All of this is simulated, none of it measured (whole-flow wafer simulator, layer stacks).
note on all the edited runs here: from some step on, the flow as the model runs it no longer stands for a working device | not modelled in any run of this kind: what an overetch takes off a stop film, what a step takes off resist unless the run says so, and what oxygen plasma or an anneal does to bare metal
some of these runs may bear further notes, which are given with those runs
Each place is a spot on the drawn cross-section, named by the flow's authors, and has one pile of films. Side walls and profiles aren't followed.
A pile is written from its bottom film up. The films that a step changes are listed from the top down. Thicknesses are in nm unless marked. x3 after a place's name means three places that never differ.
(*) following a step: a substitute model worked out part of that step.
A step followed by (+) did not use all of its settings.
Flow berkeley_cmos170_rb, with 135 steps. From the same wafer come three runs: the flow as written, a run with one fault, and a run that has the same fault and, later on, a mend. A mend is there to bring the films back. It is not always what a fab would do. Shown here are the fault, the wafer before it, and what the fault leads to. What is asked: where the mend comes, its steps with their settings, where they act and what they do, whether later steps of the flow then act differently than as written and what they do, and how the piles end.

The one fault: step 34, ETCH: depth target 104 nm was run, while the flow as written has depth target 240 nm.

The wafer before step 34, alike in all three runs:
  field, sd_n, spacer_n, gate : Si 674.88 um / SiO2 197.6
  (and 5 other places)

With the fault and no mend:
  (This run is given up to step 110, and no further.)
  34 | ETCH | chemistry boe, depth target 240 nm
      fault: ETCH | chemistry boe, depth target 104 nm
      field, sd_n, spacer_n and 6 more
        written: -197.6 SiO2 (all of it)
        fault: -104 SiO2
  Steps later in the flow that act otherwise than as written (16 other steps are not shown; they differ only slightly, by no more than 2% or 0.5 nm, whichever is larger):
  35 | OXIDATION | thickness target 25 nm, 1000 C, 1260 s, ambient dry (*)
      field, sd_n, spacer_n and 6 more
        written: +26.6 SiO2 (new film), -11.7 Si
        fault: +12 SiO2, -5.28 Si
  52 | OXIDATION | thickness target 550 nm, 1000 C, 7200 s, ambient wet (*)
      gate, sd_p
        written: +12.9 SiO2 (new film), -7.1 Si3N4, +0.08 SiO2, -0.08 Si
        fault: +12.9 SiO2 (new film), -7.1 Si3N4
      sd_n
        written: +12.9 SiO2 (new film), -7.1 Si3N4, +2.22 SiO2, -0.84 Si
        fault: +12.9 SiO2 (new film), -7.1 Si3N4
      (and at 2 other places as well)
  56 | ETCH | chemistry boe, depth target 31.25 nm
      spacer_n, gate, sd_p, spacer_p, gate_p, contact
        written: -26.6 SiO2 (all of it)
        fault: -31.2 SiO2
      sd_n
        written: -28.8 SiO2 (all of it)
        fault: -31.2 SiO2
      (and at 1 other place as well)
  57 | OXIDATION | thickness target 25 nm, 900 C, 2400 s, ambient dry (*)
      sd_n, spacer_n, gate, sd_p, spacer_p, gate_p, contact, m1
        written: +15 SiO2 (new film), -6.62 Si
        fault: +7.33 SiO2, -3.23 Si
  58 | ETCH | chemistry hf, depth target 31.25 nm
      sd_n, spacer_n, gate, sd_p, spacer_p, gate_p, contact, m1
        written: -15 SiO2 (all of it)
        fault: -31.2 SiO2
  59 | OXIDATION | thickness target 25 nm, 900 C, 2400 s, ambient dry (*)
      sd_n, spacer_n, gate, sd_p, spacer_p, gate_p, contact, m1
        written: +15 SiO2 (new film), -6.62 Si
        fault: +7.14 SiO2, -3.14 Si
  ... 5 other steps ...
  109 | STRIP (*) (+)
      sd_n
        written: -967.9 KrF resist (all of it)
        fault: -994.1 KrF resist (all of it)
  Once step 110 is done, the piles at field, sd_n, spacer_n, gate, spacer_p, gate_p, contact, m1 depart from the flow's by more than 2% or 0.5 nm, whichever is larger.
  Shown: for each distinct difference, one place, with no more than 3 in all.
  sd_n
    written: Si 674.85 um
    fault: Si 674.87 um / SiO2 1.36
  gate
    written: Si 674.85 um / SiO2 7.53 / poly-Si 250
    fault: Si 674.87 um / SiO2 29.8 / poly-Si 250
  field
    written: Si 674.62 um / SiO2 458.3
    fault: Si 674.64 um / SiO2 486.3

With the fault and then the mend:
  The mend stands after step 34.
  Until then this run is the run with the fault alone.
  34a | ETCH | chemistry boe, depth target 136 nm (the flow's step 34, run once more with other settings)
      field, sd_n, spacer_n and 6 more
        -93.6 SiO2 (all of it)
  Every later step of the flow that is run acts as written at every place that is followed.
  The piles end the same as the flow's at every place that both follow.
